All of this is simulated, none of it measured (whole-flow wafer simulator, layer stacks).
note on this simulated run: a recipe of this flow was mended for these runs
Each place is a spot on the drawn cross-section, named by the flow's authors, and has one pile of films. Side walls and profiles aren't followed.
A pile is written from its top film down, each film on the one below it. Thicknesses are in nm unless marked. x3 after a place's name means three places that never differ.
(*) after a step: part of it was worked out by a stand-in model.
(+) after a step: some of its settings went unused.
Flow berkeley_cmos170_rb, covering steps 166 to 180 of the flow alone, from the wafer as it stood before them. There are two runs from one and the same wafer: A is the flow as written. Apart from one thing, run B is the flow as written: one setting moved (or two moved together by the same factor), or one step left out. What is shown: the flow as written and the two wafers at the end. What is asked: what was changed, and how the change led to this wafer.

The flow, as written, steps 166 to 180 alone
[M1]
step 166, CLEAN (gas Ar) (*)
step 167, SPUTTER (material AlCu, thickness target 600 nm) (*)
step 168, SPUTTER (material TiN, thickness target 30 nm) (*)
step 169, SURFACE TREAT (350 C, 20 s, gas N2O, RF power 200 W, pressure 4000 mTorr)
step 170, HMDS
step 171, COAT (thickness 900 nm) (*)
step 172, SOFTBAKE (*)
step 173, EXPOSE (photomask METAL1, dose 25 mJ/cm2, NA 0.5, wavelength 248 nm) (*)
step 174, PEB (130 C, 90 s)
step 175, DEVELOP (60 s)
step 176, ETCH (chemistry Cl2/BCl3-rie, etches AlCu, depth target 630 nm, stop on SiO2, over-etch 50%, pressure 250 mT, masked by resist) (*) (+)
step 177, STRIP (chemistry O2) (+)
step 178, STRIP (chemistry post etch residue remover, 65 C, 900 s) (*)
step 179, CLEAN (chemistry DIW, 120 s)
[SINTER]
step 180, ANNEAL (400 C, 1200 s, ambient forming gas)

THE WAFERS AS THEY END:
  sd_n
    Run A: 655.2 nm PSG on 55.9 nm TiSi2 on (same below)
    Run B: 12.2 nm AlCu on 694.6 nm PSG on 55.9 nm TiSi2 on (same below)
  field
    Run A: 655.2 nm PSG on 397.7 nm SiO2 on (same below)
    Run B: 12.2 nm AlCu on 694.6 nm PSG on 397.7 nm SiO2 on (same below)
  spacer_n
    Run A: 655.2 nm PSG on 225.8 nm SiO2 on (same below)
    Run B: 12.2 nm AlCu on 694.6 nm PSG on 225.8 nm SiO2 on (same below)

Cause: step 167, SPUTTER: thickness target 930 nm was run, while the flow as written has thickness target 600 nm.

How this came from the change, step by step:
  step 167, SPUTTER (material AlCu, thickness target 600 nm) (*)
      field, sd_n, spacer_n, gate, spacer_p, gate_p, m1: A +600 AlCu (new film) | B +930 AlCu (new film)
      sd_p: A +549.6 AlCu (new film) | B +869.9 AlCu (new film)
      (and at 1 other place as well)
  step 168, SPUTTER (material TiN, thickness target 30 nm) (*)
      contact: A +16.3 TiN (new film) | B +13 TiN (new film)
  step 171, COAT (thickness 900 nm) (*)
      contact: A +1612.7 KrF-resist (new film) | B +1747.8 KrF-resist (new film)
  step 176, ETCH (chemistry Cl2/BCl3-rie, etches AlCu, depth target 630 nm, stop on SiO2, over-etch 50%, pressure 250 mT, masked by resist) (*) (+)
      field, sd_n, spacer_n, gate, spacer_p, gate_p: A -30 TiN (all of it), -600 AlCu (all of it), -39.4 PSG | B -30 TiN (all of it), -915 AlCu
      sd_p: A -25.8 TiN (all of it), -549.6 AlCu (all of it), -46.2 PSG | B -25.7 TiN (all of it), -869.9 AlCu (all of it), -6.18 PSG
  step 177, STRIP (chemistry O2) (+)
      contact: A -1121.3 KrF-resist (all of it) | B -1255.9 KrF-resist (all of it)
  step 178, STRIP (chemistry post etch residue remover, 65 C, 900 s) (*)
      field, sd_n, spacer_n, gate, spacer_p, gate_p: A nothing | B -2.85 AlCu
With metal films that touch counted as one body, sd_n has 1 body; the flow as written gives 0 bodies.
With metal films that touch counted as one body, field has 1 body; the flow as written gives 0 bodies.
With metal films that touch counted as one body, spacer_n has 1 body; the flow as written gives 0 bodies.
